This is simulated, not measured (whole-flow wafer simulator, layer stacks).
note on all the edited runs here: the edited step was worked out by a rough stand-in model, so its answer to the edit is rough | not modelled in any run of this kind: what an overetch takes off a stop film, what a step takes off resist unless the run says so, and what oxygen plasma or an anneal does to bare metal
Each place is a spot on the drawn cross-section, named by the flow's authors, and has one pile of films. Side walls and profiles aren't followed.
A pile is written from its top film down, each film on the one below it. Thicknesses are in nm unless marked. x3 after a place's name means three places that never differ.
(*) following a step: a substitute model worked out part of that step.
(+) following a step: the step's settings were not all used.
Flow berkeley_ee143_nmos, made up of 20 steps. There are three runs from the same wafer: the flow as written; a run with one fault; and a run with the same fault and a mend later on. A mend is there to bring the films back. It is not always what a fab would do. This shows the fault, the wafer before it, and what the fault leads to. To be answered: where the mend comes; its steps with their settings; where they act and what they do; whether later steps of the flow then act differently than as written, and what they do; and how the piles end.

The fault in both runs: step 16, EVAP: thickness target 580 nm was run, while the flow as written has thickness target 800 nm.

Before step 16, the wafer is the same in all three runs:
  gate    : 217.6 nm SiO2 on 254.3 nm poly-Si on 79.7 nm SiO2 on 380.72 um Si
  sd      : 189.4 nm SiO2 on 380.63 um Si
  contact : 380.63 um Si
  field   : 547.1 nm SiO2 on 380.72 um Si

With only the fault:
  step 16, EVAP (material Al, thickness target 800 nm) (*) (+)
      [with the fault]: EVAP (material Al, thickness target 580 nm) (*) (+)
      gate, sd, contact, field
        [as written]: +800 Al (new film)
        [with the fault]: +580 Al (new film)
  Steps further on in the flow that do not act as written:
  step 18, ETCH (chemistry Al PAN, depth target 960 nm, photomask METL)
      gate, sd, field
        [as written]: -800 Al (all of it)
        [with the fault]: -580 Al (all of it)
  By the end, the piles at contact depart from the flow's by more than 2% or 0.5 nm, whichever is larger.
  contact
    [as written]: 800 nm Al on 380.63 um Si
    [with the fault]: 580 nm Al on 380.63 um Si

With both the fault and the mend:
  After step 16 comes the mend.
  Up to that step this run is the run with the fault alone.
  step 16a, EVAP (material Al, thickness target 220 nm) (*) (+) (the flow's step 16 again, with other settings)
      gate, sd, contact, field
        +220 Al
  Later steps of the flow that are run all act as written at every place that is followed.
  By the end, the piles equal the flow's at every place that both follow.
